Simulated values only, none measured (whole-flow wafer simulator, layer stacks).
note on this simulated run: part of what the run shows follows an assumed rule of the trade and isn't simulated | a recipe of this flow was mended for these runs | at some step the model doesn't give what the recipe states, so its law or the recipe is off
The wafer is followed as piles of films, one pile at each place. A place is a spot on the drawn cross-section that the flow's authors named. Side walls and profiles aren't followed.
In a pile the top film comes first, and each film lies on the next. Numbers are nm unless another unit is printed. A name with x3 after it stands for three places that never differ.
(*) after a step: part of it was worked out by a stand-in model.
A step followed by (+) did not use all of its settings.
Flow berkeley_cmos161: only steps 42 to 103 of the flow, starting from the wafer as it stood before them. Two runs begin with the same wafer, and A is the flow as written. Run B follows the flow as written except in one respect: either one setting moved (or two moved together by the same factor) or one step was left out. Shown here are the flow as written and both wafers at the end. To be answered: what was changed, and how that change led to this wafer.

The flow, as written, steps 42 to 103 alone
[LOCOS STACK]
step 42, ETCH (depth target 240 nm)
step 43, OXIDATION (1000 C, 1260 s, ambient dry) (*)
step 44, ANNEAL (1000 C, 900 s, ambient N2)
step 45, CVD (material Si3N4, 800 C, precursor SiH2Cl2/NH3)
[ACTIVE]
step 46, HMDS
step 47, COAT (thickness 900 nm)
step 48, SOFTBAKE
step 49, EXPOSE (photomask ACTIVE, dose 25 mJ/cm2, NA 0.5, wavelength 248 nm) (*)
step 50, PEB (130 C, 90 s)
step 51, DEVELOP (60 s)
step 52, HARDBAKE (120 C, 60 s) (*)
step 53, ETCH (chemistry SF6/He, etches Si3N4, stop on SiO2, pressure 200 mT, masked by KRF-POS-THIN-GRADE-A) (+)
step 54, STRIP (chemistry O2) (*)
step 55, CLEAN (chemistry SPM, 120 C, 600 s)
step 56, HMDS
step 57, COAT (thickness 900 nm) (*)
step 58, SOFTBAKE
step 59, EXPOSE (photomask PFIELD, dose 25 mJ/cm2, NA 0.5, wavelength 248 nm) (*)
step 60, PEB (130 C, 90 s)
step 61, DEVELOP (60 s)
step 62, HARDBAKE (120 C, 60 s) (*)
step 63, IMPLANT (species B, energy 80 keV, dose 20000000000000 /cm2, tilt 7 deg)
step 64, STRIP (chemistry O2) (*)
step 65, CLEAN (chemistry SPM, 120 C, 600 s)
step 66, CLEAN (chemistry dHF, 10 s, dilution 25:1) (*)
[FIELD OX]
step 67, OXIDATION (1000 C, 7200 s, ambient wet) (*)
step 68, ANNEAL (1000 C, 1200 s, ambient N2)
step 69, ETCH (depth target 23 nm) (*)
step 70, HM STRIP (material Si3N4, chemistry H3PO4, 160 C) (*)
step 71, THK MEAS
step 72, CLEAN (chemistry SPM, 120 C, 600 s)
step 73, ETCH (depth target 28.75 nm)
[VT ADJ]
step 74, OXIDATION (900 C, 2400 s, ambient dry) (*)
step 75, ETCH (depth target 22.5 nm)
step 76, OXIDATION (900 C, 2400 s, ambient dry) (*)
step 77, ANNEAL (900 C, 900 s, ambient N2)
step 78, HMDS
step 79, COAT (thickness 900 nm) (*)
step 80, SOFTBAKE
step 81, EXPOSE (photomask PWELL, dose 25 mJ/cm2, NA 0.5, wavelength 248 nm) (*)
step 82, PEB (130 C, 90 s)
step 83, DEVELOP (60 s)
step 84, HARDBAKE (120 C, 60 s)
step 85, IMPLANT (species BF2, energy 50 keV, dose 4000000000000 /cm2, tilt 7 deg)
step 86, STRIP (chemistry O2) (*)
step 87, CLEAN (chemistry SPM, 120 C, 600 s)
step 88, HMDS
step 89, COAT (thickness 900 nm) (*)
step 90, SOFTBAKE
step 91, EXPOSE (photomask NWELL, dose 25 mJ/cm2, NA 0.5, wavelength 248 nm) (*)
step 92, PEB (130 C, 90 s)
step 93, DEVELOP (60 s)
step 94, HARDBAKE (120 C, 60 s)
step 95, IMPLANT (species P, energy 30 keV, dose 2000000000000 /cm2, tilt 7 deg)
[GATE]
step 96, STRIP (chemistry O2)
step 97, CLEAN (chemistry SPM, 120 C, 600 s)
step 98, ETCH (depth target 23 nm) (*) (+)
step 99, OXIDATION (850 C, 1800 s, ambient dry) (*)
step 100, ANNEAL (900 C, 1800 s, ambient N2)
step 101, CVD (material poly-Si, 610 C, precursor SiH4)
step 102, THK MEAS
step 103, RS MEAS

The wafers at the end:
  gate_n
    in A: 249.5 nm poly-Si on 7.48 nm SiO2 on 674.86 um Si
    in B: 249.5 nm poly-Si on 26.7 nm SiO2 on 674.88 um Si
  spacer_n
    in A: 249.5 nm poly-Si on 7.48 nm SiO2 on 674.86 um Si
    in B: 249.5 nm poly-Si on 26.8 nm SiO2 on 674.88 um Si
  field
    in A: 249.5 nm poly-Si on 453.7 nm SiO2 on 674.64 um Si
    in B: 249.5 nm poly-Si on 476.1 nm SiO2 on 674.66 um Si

What caused this: step 42, ETCH: depth target 120 nm was run, whereas the flow has depth target 240 nm.

How this came from the change, step by step:
  step 42, ETCH (depth target 240 nm)
      field, sd_n, spacer_n and 6 more: A SiO2 loses 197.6 (all of it) | B SiO2 loses 120
  step 43, OXIDATION (1000 C, 1260 s, ambient dry) (*)
      field, sd_n, spacer_n and 6 more: A SiO2 gains 26.6 (new film), Si loses 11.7 | B SiO2 gains 12.9, Si loses 5.68
  step 67, OXIDATION (1000 C, 7200 s, ambient wet) (*)
      gate_n, gate_p, m1: A SiO2 gains 12.1 (new film), Si3N4 loses 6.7 | B SiO2 gains 12.1 (new film), Si3N4 loses 6.7, SiO2 gains 0.14
      spacer_n, spacer_p: A SiO2 gains 12.1 (new film), Si3N4 loses 6.7 | B SiO2 gains 12.1 (new film), Si3N4 loses 6.7, SiO2 gains 0.18, Si loses 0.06
      (as well as at 4 more places)
  step 73, ETCH (depth target 28.75 nm)
      spacer_n, gate_n, spacer_p, gate_p, m1: A SiO2 loses 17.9 (all of it) | B SiO2 loses 28.8
      sd_n, sd_p: A SiO2 loses 18.1 (all of it) | B SiO2 loses 28.8
      (as well as at 1 more place)
  step 74, OXIDATION (900 C, 2400 s, ambient dry) (*)
      gate_n, gate_p, m1: A SiO2 gains 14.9 (new film), Si loses 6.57 | B SiO2 gains 8.03, Si loses 3.53
      spacer_n, spacer_p: A SiO2 gains 14.9 (new film), Si loses 6.57 | B SiO2 gains 8.02, Si loses 3.53
      (as well as at 3 more places)
  step 75, ETCH (depth target 22.5 nm)
      sd_n, spacer_n, gate_n, sd_p, spacer_p, gate_p, contact, m1: A SiO2 loses 14.9 (all of it) | B SiO2 loses 22.5
  step 76, OXIDATION (900 C, 2400 s, ambient dry) (*)
      spacer_n, gate_n, spacer_p, gate_p, m1: A SiO2 gains 14.9 (new film), Si loses 6.57 | B SiO2 gains 7.43, Si loses 3.27
      sd_n: A SiO2 gains 14.9 (new film), Si loses 6.57 | B SiO2 gains 6.92, Si loses 3.05
      (as well as at 2 more places)
  step 98, ETCH (depth target 23 nm) (*) (+)
      sd_n, spacer_n, gate_n, sd_p, spacer_p, gate_p, contact, m1: A SiO2 loses 14.9 (all of it) | B SiO2 loses 23
  step 99, OXIDATION (850 C, 1800 s, ambient dry) (*)
      spacer_n, gate_n, spacer_p, gate_p, contact, m1: A SiO2 gains 7.48 (new film), Si loses 3.29 | B SiO2 gains 3.52, Si loses 1.55
      sd_n: A SiO2 gains 7.48 (new film), Si loses 3.29 | B SiO2 gains 3.17, Si loses 1.4
      (as well as at 1 more place)
